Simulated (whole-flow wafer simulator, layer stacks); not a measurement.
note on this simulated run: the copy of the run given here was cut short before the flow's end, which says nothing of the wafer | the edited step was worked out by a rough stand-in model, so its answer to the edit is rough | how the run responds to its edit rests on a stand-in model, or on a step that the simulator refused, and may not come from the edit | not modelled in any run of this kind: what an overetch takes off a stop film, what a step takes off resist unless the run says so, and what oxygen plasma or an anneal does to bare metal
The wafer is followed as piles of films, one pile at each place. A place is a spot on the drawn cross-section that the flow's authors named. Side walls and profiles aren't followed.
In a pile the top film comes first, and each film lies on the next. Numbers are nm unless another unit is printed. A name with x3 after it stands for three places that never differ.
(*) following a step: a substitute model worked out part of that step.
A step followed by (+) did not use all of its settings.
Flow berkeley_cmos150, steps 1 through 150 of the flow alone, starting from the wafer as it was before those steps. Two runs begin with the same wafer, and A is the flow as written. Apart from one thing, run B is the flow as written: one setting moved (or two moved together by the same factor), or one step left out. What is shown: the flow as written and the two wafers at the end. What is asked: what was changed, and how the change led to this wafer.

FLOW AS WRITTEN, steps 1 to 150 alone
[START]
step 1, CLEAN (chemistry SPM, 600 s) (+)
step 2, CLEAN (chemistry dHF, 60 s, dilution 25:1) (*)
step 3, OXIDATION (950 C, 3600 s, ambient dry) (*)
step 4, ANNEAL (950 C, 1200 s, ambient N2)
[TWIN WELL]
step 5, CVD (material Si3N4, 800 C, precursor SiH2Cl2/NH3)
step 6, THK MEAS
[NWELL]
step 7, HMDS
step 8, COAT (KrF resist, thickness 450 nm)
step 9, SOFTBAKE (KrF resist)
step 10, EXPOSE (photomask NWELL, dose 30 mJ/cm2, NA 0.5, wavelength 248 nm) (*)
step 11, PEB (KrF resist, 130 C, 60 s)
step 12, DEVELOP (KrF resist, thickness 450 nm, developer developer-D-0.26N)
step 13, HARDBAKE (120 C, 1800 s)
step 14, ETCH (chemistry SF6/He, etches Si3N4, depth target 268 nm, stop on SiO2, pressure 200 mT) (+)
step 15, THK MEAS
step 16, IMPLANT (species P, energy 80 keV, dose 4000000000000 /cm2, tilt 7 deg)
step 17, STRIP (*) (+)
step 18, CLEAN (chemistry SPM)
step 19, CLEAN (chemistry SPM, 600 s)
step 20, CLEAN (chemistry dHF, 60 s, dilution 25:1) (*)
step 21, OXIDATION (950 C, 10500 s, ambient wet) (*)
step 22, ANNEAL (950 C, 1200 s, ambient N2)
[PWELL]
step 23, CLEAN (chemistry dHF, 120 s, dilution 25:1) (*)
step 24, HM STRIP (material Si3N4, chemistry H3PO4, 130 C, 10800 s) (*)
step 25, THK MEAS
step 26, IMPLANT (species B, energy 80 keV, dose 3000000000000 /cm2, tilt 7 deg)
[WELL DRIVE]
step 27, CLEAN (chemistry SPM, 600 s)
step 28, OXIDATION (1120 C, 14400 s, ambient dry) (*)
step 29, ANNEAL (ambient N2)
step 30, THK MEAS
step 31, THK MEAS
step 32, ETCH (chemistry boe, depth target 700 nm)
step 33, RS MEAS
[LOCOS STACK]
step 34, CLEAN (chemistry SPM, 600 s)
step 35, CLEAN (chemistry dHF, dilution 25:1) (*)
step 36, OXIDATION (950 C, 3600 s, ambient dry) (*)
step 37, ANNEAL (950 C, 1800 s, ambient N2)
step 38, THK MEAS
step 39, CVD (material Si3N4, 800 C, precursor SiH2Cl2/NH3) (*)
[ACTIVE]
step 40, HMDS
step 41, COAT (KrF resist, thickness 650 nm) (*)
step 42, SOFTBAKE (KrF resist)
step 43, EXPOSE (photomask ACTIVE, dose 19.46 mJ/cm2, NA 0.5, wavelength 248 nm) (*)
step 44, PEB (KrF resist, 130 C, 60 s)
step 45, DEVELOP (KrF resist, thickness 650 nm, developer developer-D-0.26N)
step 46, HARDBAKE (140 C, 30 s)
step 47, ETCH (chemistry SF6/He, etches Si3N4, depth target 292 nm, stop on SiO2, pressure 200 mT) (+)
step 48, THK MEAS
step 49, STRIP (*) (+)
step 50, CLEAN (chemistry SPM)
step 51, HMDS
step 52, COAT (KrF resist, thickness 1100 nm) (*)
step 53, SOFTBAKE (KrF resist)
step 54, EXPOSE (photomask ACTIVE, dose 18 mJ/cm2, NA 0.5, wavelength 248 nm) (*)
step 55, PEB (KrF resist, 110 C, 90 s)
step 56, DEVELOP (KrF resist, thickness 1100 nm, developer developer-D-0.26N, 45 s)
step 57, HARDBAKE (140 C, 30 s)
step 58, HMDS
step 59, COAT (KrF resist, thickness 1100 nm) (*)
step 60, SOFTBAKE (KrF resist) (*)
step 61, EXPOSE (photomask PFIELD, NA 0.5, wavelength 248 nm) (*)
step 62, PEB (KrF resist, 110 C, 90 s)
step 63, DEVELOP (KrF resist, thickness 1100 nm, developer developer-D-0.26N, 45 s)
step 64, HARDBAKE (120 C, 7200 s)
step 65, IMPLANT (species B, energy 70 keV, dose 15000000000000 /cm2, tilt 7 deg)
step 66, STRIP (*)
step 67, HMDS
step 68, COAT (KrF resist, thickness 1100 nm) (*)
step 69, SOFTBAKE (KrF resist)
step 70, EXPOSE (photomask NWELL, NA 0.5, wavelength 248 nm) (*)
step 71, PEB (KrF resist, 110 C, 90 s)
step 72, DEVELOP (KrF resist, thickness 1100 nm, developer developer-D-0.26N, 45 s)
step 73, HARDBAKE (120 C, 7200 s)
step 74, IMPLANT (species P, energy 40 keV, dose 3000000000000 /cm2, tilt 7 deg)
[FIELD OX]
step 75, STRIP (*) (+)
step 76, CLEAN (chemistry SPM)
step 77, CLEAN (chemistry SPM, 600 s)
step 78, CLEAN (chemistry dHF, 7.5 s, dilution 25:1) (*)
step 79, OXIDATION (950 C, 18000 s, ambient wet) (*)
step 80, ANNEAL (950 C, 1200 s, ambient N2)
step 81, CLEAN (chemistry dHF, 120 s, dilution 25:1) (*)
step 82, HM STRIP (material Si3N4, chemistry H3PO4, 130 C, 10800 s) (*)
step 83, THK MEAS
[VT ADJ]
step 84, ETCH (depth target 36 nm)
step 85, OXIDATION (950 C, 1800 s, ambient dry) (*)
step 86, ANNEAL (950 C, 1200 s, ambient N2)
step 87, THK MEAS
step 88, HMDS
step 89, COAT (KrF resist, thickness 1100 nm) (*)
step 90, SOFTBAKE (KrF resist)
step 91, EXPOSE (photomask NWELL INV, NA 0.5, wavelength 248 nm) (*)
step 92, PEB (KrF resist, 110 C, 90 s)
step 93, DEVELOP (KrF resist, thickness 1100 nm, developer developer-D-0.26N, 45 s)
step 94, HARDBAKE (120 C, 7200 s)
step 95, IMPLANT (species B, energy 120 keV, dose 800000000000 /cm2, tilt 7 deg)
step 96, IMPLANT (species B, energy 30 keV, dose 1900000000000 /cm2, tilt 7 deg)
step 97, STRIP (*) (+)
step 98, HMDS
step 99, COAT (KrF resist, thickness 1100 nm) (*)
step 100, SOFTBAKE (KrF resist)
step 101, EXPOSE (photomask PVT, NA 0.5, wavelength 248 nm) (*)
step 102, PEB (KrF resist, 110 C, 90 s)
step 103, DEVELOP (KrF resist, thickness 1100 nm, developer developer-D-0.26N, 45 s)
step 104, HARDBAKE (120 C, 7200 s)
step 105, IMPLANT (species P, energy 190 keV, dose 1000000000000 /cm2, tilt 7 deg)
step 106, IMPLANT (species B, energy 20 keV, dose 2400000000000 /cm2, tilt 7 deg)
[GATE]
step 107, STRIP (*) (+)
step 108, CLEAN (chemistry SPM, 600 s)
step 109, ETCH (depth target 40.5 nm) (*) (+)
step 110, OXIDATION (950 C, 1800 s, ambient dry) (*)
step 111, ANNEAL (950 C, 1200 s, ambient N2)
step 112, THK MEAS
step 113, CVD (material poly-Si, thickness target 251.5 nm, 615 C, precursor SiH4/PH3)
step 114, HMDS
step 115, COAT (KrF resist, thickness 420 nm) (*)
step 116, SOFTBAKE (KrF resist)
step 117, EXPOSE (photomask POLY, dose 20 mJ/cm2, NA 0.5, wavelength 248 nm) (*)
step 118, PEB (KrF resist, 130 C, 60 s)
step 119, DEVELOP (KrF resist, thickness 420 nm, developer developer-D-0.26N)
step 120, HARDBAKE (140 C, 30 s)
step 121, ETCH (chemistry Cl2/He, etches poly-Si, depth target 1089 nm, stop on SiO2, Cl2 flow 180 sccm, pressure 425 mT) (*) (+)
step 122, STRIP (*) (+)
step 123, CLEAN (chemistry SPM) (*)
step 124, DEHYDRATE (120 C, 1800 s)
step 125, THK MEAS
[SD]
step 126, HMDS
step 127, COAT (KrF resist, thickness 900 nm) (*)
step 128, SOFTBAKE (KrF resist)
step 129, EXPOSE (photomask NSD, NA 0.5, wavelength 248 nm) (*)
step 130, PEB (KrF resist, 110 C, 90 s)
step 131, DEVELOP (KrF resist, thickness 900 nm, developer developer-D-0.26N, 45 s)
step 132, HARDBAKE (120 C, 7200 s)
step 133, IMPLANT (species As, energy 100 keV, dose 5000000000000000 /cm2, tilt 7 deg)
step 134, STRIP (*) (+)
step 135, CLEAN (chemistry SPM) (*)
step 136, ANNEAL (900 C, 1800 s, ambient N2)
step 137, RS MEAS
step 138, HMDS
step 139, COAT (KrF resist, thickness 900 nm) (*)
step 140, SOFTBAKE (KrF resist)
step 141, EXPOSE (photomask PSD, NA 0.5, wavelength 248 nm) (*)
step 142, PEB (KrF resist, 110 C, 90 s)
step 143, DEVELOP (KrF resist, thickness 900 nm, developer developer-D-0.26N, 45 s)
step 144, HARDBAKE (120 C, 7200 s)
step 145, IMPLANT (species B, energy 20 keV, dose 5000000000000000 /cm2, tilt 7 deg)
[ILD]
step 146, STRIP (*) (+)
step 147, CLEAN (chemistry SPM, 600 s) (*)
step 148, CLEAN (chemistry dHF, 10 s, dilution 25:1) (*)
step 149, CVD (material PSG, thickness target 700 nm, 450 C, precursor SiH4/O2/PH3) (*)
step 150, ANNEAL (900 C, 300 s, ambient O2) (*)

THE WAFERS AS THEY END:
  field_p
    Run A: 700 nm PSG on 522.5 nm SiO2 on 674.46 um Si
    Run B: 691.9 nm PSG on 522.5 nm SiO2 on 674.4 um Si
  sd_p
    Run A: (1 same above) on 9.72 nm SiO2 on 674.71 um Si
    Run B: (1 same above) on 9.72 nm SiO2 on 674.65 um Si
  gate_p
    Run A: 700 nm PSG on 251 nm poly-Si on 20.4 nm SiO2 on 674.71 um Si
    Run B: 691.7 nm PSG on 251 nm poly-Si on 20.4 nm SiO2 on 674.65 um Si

The reason: step 21, OXIDATION: 15750 s was run, though the flow has 10500 s.

How this came from the change, step by step:
  step 21, OXIDATION (950 C, 10500 s, ambient wet) (*)
      field, sd_n, gate_n, contact, m1: A SiO2 gains 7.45 (new film), Si3N4 loses 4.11 | B SiO2 gains 10.2 (new film), Si3N4 loses 5.66
      field_p, sd_p, gate_p: A SiO2 gains 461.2, Si loses 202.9 | B SiO2 gains 614.1, Si loses 270.2
  step 23, CLEAN (chemistry dHF, 120 s, dilution 25:1) (*)
      field, sd_n, gate_n, contact, m1: A SiO2 loses 7.45 (all of it), Si3N4 loses 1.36 | B SiO2 loses 10.2 (all of it), Si3N4 loses 1.12
  step 28, OXIDATION (1120 C, 14400 s, ambient dry) (*)
      field_p, sd_p, gate_p: A SiO2 gains 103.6, Si loses 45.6 | B SiO2 gains 83, Si loses 36.5
  step 32, ETCH (chemistry boe, depth target 700 nm)
      field_p, sd_p, gate_p: A SiO2 loses 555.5 (all of it) | B SiO2 loses 687.7 (all of it)
  step 41, COAT (KrF resist, thickness 650 nm) (*)
      field_p: A KrF resist gains 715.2 (new film) | B KrF resist gains 743.7 (new film)
      sd_p: A KrF resist gains 694.3 (new film) | B KrF resist gains 712.9 (new film)
      (as well as at 1 more place)
  step 45, DEVELOP (KrF resist, thickness 650 nm, developer developer-D-0.26N)
      field_p: A KrF resist loses 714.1 (all of it) | B KrF resist loses 742.6 (all of it)
  step 46, HARDBAKE (140 C, 30 s)
      sd_p: A KrF resist loses 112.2 | B KrF resist loses 115.2
      gate_p: A KrF resist loses 111.5 | B KrF resist loses 114.2
  step 49, STRIP (*) (+)
      sd_p: A KrF resist loses 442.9 (all of it) | B KrF resist loses 458.4 (all of it)
      gate_p: A KrF resist loses 439.2 (all of it) | B KrF resist loses 453.1 (all of it)
  step 52, COAT (KrF resist, thickness 1100 nm) (*)
      field_p: A KrF resist gains 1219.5 (new film) | B KrF resist gains 1255.6 (new film)
      sd_p: A KrF resist gains 1111.6 (new film) | B KrF resist gains 1140.7 (new film)
      (as well as at 1 more place)
  step 56, DEVELOP (KrF resist, thickness 1100 nm, developer developer-D-0.26N, 45 s)
      field_p: A KrF resist loses 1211 (all of it) | B KrF resist loses 1246.9 (all of it)
  step 57, HARDBAKE (140 C, 30 s)
      sd_p: A KrF resist loses 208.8 | B KrF resist loses 214.3
      gate_p: A KrF resist loses 209.5 | B KrF resist loses 214.8
  step 59, COAT (KrF resist, thickness 1100 nm) (*)
      field_p: A KrF resist gains 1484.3 (new film) | B KrF resist gains 1523.6 (new film)
  step 64, HARDBAKE (120 C, 7200 s)
      field_p: A KrF resist loses 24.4 | B KrF resist loses 25.1
  step 66, STRIP (*)
      field_p: A KrF resist loses 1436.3 (all of it) | B KrF resist loses 1474.6 (all of it)
      sd_p: A KrF resist loses 1525.1 (all of it) | B KrF resist loses 1561 (all of it)
      (as well as at 1 more place)
  step 68, COAT (KrF resist, thickness 1100 nm) (*)
      field_p: A KrF resist gains 1219.5 (new film) | B KrF resist gains 1255.6 (new film)
      sd_p: A KrF resist gains 1111.6 (new film) | B KrF resist gains 1140.7 (new film)
      (as well as at 1 more place)
  step 72, DEVELOP (KrF resist, thickness 1100 nm, developer developer-D-0.26N, 45 s)
      field_p: A KrF resist loses 1211 (all of it) | B KrF resist loses 1246.9 (all of it)
      sd_p: A KrF resist loses 1103.9 (all of it) | B KrF resist loses 1132.8 (all of it)
      (as well as at 1 more place)
  ... 17 other steps ...
  step 146, STRIP (*) (+)
      field_p: A KrF resist loses 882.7 (all of it) | B KrF resist loses 915.7 (all of it)
